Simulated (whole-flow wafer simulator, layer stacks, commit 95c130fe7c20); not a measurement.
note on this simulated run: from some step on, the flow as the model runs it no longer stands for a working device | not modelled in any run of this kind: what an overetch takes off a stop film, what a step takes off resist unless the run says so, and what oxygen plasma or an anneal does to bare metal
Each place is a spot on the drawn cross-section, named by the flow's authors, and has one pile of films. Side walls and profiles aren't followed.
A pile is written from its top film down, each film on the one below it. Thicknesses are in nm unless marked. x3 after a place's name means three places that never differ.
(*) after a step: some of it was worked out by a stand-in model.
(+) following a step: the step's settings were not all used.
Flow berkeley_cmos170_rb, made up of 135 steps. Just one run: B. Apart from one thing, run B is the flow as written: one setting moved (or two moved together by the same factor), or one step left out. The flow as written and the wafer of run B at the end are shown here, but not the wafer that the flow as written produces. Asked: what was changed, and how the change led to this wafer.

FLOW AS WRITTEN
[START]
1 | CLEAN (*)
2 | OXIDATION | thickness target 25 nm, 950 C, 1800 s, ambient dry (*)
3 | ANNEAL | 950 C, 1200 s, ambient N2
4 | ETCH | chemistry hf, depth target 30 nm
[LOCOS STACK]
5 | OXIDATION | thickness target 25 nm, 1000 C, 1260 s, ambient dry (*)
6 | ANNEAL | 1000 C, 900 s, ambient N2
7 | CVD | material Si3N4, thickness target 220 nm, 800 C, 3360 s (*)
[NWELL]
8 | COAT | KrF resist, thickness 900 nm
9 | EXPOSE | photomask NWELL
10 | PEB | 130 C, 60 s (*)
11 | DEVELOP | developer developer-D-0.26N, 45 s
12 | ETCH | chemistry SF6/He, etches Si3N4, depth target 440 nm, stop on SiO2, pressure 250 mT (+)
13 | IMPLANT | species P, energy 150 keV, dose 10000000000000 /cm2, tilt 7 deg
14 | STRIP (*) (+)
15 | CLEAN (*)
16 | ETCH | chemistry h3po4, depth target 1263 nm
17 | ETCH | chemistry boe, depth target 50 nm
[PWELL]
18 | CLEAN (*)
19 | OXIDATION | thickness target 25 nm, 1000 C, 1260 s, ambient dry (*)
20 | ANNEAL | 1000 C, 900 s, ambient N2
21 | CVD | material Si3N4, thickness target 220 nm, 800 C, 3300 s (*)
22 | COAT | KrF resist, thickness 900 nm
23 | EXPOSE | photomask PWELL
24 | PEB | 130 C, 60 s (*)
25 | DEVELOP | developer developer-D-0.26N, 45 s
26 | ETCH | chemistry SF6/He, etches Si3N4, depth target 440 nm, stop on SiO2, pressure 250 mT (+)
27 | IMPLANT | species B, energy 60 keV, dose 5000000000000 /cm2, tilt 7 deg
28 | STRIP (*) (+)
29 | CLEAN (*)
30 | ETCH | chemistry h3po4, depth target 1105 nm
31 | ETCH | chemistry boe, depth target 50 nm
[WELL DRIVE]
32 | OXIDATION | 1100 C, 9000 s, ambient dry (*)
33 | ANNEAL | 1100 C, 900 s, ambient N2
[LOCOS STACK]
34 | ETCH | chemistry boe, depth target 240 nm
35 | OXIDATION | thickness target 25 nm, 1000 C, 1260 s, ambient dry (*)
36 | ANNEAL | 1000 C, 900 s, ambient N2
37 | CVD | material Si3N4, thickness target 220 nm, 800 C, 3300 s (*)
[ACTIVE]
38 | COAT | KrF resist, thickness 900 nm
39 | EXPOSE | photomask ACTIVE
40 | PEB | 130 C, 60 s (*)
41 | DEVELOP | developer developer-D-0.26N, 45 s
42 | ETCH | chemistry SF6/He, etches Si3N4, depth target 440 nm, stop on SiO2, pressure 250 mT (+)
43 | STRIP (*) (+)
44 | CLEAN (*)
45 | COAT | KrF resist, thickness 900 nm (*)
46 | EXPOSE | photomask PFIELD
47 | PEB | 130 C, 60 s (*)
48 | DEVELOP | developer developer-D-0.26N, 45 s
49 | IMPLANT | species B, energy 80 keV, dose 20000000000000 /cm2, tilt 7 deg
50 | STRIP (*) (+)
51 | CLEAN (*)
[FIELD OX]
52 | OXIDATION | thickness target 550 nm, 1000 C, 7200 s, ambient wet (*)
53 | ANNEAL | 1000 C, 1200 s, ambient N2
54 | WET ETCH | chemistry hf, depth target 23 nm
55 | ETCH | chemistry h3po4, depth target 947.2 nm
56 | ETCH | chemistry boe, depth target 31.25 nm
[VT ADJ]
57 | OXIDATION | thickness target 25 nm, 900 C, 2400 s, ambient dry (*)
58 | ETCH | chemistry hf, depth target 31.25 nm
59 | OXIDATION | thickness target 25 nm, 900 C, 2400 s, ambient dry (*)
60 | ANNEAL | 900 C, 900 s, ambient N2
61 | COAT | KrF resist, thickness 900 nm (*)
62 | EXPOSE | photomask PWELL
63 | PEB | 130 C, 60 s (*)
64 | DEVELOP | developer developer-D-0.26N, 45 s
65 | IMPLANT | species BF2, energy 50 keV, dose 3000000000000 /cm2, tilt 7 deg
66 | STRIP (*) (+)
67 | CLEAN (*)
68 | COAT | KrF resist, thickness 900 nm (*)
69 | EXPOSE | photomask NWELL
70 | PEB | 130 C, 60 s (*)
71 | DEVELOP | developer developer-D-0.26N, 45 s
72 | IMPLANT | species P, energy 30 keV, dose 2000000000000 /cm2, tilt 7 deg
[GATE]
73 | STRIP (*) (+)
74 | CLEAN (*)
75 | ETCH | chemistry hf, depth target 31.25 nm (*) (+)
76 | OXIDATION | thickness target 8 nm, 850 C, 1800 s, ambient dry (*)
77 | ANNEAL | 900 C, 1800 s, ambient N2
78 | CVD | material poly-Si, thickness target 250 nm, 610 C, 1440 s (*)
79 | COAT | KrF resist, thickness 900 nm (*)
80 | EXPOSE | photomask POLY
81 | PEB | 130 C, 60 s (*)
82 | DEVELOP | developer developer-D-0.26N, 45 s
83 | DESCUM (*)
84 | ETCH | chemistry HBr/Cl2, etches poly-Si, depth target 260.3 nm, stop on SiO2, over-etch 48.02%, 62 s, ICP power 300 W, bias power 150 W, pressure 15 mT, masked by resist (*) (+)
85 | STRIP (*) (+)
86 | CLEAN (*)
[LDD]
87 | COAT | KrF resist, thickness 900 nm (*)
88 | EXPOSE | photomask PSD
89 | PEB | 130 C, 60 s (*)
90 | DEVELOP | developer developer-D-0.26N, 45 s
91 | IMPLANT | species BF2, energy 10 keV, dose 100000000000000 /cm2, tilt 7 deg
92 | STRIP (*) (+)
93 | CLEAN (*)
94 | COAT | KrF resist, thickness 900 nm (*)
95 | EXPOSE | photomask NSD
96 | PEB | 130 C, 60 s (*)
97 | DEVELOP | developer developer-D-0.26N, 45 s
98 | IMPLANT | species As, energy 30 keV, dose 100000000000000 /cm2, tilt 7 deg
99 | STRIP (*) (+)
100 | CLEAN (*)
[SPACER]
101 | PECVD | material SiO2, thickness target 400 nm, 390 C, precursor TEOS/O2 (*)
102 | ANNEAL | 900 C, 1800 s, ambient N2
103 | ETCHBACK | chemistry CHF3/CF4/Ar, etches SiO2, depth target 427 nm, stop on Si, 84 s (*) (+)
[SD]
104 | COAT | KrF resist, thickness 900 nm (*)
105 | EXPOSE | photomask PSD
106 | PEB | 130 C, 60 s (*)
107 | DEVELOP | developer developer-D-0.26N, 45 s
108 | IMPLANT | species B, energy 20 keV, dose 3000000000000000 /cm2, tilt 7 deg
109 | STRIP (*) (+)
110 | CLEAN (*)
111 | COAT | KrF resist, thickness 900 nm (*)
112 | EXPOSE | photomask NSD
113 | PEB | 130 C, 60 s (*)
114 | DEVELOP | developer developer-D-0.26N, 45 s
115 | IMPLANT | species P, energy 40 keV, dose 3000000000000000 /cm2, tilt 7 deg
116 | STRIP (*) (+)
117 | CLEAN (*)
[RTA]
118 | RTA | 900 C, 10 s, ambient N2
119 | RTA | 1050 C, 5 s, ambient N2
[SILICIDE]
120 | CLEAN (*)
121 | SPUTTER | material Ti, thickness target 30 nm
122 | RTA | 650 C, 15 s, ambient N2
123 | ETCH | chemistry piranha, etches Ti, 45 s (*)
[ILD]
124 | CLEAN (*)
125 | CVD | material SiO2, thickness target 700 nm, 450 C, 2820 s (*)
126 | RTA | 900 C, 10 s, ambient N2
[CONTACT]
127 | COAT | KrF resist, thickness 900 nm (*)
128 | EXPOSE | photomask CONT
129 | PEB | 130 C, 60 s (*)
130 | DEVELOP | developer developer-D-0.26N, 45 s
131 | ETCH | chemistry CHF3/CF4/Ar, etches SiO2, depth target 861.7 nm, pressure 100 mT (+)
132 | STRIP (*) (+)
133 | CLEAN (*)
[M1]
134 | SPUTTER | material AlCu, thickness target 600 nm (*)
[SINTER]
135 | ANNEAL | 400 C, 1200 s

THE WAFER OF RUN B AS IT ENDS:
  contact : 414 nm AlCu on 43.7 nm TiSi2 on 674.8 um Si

The reason: step 131, ETCH: depth target 947.8 nm was run, whereas the flow has depth target 861.7 nm.

How this came from the change, step by step:
  131 | ETCH | chemistry CHF3/CF4/Ar, etches SiO2, depth target 861.7 nm, pressure 100 mT (+)
      field, sd_n, spacer_n, gate, sd_p, spacer_p, gate_p, m1: KrF resist loses 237 (as written it would have been: KrF resist loses 215.4)
      contact: SiO2 loses 700 (all of it), TiSi2 loses 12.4 (as written it would have been: SiO2 loses 700 (all of it), TiSi2 loses 8.08)
  132 | STRIP (*) (+)
      field: KrF resist loses 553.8 (all of it) (as written it would have been: KrF resist loses 575.3 (all of it))
      sd_n: KrF resist loses 758.9 (all of it) (as written it would have been: KrF resist loses 780.4 (all of it))
      (and at 6 other places as well)
